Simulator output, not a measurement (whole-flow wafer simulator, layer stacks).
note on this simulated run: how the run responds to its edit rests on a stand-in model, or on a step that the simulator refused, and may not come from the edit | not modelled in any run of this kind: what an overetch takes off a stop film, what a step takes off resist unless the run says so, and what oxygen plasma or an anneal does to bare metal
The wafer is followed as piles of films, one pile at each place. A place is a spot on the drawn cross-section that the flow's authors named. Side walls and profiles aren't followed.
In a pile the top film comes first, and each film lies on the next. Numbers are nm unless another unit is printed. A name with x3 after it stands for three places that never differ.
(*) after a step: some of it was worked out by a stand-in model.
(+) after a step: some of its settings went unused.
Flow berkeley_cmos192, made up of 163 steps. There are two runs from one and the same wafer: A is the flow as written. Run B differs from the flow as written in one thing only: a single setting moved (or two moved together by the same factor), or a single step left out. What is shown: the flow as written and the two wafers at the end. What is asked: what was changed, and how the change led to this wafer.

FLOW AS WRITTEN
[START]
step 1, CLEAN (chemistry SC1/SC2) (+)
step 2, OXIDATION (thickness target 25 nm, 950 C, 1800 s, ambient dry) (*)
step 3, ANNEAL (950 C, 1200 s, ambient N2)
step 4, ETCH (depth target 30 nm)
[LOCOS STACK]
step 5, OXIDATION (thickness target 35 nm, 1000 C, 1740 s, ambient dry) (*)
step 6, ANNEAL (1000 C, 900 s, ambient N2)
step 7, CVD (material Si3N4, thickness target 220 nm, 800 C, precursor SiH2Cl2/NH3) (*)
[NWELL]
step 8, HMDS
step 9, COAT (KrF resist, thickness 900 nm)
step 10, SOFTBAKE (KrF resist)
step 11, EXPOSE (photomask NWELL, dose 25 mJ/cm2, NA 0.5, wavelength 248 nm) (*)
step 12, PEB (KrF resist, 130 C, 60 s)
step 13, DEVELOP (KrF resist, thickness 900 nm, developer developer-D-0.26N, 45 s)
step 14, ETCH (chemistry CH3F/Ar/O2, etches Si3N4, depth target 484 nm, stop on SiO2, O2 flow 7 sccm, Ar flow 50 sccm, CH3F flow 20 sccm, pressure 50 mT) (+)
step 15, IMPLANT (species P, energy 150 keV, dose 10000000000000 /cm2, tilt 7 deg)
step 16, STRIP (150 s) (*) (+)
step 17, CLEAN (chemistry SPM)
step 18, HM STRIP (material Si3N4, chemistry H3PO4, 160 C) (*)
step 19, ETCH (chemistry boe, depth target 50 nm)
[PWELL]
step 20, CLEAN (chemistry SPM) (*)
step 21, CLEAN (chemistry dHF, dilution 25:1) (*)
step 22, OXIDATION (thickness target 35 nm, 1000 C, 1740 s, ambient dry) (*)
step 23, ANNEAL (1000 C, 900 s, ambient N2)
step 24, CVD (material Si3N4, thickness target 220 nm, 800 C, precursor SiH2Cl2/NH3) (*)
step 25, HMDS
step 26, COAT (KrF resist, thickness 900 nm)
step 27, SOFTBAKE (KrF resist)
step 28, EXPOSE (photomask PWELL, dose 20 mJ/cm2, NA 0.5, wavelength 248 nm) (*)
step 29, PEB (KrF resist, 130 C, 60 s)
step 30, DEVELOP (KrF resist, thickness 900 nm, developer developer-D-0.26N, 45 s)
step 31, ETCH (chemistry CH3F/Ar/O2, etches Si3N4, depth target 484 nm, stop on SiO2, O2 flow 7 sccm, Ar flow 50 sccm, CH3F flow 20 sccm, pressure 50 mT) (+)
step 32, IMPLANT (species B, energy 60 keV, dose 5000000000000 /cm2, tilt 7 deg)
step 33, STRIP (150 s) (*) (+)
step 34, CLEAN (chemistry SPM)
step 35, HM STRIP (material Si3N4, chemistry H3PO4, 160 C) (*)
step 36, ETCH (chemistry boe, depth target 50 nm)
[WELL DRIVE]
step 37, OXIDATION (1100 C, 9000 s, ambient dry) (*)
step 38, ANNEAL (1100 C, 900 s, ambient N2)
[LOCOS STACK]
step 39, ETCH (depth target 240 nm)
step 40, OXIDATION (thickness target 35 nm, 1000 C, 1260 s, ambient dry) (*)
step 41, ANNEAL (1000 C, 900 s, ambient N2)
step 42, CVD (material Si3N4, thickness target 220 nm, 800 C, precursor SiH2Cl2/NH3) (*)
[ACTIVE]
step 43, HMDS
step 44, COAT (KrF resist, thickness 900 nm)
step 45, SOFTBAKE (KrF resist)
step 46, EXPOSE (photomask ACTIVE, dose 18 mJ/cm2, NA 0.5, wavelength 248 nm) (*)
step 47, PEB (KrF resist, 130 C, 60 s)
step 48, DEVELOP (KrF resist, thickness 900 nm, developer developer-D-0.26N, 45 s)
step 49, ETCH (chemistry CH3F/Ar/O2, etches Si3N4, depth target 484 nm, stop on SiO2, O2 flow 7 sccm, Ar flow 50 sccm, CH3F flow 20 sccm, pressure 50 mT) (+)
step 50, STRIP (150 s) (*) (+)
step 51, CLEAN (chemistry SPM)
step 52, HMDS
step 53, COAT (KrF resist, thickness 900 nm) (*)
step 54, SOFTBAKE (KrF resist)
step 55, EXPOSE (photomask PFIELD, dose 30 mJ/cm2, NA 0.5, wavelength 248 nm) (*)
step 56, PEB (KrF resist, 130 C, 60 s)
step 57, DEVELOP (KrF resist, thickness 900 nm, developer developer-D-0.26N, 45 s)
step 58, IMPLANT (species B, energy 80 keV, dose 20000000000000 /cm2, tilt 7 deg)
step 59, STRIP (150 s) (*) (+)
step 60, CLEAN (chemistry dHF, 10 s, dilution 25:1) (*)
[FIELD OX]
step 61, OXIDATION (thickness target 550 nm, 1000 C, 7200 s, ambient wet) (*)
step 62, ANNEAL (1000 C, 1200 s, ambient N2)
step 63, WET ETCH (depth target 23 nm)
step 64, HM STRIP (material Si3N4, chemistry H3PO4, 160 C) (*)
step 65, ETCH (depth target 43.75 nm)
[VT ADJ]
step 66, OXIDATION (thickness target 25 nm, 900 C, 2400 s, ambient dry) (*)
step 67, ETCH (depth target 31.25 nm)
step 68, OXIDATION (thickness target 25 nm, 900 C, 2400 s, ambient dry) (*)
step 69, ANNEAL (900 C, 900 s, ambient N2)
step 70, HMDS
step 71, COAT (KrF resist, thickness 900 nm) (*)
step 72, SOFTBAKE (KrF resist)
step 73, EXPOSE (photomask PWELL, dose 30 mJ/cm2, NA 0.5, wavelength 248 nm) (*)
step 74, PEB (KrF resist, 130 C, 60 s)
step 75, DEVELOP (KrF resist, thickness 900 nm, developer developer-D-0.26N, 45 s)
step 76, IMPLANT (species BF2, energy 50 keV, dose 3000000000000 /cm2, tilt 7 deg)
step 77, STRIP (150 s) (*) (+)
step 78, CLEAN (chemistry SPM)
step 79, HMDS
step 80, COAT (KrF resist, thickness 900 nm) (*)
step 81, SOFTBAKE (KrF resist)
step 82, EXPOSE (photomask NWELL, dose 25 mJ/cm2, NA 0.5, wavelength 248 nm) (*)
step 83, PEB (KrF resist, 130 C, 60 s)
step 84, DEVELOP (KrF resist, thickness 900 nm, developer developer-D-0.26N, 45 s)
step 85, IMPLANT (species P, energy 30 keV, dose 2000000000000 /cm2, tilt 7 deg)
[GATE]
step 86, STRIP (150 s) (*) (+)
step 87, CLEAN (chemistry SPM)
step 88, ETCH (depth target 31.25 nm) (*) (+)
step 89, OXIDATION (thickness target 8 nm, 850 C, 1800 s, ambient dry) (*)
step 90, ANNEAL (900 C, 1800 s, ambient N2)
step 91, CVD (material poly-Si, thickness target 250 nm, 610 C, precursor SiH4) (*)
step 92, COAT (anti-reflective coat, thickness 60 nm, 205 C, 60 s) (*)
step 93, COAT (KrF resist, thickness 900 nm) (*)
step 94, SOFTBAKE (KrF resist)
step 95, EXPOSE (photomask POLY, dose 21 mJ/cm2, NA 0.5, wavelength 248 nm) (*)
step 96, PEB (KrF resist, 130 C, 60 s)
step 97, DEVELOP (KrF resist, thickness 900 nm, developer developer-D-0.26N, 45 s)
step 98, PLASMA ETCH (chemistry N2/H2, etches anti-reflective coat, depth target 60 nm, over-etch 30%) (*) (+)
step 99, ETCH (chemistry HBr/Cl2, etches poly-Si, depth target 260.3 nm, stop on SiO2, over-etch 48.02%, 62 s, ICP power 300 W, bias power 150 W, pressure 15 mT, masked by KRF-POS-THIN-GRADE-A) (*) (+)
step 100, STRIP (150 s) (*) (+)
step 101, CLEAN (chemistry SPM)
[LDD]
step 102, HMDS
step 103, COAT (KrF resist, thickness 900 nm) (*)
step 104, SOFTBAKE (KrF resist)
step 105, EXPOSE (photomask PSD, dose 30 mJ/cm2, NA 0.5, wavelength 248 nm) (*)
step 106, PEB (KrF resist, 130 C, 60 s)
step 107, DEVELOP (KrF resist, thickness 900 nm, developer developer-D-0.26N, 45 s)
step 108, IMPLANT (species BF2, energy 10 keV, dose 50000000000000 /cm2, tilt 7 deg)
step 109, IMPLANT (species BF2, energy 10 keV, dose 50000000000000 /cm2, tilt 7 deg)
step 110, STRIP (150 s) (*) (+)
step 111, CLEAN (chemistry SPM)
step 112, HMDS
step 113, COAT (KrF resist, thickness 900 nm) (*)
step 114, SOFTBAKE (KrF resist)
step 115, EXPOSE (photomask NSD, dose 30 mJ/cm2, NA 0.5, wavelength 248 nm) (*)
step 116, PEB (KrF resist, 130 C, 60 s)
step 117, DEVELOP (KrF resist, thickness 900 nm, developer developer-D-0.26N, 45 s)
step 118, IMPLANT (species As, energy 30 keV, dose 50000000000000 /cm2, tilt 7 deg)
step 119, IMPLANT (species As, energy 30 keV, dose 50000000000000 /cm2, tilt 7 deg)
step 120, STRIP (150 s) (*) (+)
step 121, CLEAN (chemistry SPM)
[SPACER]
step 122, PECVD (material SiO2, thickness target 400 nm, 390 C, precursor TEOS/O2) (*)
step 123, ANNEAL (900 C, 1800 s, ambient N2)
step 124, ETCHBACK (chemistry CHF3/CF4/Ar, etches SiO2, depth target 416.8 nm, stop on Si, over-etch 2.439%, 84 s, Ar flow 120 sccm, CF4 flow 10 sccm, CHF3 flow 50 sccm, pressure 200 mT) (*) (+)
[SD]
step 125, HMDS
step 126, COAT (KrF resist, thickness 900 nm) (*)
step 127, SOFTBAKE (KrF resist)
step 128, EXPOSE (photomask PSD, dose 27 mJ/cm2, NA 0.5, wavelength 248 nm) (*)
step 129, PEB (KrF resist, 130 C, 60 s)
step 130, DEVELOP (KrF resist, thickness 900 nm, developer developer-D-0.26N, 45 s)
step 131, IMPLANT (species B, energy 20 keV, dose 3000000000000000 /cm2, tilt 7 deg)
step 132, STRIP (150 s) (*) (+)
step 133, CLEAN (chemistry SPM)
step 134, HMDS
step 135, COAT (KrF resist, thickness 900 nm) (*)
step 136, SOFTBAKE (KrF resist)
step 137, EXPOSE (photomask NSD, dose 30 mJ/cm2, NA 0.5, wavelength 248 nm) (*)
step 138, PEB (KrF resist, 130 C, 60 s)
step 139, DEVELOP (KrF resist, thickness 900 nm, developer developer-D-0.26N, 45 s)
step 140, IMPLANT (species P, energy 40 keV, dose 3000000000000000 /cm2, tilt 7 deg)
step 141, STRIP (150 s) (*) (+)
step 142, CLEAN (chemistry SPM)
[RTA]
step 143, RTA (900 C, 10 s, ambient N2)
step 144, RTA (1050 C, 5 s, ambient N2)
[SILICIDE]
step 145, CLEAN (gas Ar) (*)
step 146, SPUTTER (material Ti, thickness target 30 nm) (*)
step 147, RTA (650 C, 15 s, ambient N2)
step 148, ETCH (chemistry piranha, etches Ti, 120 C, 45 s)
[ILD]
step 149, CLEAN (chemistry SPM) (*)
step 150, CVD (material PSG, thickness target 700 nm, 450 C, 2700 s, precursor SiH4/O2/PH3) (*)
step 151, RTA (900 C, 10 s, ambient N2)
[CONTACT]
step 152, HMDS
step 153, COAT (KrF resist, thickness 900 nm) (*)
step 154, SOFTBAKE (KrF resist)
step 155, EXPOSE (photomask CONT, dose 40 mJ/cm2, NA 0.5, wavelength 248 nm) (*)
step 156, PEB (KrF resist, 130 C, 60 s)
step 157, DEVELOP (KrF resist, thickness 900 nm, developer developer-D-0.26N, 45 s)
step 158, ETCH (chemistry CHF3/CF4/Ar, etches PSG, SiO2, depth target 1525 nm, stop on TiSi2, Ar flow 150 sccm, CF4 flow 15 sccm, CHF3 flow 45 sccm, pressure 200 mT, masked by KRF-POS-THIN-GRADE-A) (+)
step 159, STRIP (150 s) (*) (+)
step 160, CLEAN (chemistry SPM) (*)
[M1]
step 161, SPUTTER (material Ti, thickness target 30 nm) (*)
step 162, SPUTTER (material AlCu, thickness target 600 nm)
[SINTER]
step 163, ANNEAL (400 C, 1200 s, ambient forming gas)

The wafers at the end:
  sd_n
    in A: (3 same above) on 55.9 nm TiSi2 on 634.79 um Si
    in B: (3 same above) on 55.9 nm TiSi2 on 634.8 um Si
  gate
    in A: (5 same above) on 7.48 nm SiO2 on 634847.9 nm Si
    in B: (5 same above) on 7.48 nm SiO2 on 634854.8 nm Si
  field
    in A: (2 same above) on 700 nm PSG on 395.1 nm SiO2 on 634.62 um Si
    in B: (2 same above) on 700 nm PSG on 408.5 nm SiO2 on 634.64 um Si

What caused this: step 39, ETCH: depth target 147 nm was run, whereas the flow has depth target 240 nm.

Step by step, how the change led to this:
  step 39, ETCH (depth target 240 nm)
      field, sd_n, spacer_n and 6 more: A -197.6 SiO2 (all of it) | B -147 SiO2
  step 40, OXIDATION (thickness target 35 nm, 1000 C, 1260 s, ambient dry) (*)
      field, sd_n, spacer_n and 6 more: A +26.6 SiO2 (new film), -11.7 Si | B +15.5 SiO2, -6.82 Si
  step 61, OXIDATION (thickness target 550 nm, 1000 C, 7200 s, ambient wet) (*)
      gate: A +12.1 SiO2 (new film), -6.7 Si3N4, +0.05 SiO2, -0.05 Si | B +12.1 SiO2 (new film), -6.7 Si3N4
      field: A +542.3 SiO2, -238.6 Si | B +516.4 SiO2, -227.2 Si
      (as well as at 2 more places)
  step 65, ETCH (depth target 43.75 nm)
      sd_n, spacer_n, gate, sd_p, spacer_p, gate_p, contact, m1: A -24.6 SiO2 (all of it) | B -43.8 SiO2
  step 66, OXIDATION (thickness target 25 nm, 900 C, 2400 s, ambient dry) (*)
      spacer_n, gate, spacer_p, gate_p, contact, m1: A +14.9 SiO2 (new film), -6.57 Si | B +10.4 SiO2, -4.56 Si
      sd_n: A +14.9 SiO2 (new film), -6.57 Si | B +9.79 SiO2, -4.31 Si
      (as well as at 1 more place)
  step 67, ETCH (depth target 31.25 nm)
      sd_n: A -14.9 SiO2 (all of it) | B -31.3 SiO2
      sd_p: A -14.9 SiO2 (all of it) | B -31.2 SiO2
      (as well as at 6 more places)
  step 68, OXIDATION (thickness target 25 nm, 900 C, 2400 s, ambient dry) (*)
      sd_n: A +14.9 SiO2 (new film), -6.57 Si | B +11.5 SiO2, -5.06 Si
      sd_p: A +14.9 SiO2 (new film), -6.57 Si | B +11.4 SiO2, -5.03 Si
  step 88, ETCH (depth target 31.25 nm) (*) (+)
      sd_n: A -14.9 SiO2 (all of it) | B -16.2 SiO2 (all of it)
      sd_p: A -14.9 SiO2 (all of it) | B -16.3 SiO2 (all of it)
  step 92, COAT (anti-reflective coat, thickness 60 nm, 205 C, 60 s) (*)
      sd_n: A +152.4 anti-reflective coat (new film) | B +170.5 anti-reflective coat (new film)
      spacer_n: A +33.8 anti-reflective coat (new film) | B +28.2 anti-reflective coat (new film)
      (as well as at 6 more places)
  step 98, PLASMA ETCH (chemistry N2/H2, etches anti-reflective coat, depth target 60 nm, over-etch 30%) (*) (+)
      field: A -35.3 anti-reflective coat (all of it), -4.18 poly-Si | B -35.4 anti-reflective coat (all of it), -4.78 poly-Si
      sd_n: A -152.4 anti-reflective coat (all of it), -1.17 poly-Si | B -170.5 anti-reflective coat (all of it), -1.31 poly-Si
      (as well as at 5 more places)
  step 100, STRIP (150 s) (*) (+)
      gate: A +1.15 chemical SiO2 (new film), -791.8 KrF resist (all of it), -30 anti-reflective coat (all of it), -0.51 poly-Si | B +1.15 chemical SiO2 (new film), -811.8 KrF resist (all of it), -23.9 anti-reflective coat (all of it), -0.51 poly-Si
      gate_p: A +1.15 chemical SiO2 (new film), -765.1 KrF resist (all of it), -31 anti-reflective coat (all of it), -0.51 poly-Si | B +1.15 chemical SiO2 (new film), -777.7 KrF resist (all of it), -26.9 anti-reflective coat (all of it), -0.51 poly-Si
  step 147, RTA (650 C, 15 s, ambient N2)
      sd_p: A -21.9 Ti, +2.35 TiSi first (new film), +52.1 TiSi2 C49 (new film), -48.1 Si | B -21.6 Ti, +1.68 TiSi first (new film), +52.4 TiSi2 C49 (new film), -47.9 Si
  step 151, RTA (900 C, 10 s, ambient N2)
      sd_p: A under 1 film: +52.2 TiSi2 (new film), -2.25 TiSi first (all of it), -52.1 TiSi2 C49 (all of it), -1.5 Si | B under 1 film: +51.6 TiSi2 (new film), -1.58 TiSi first (all of it), -52.4 TiSi2 C49 (all of it), -1.05 Si
  step 162, SPUTTER (material AlCu, thickness target 600 nm)
      sd_p: A +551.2 AlCu (new film) | B +537.6 AlCu (new film)
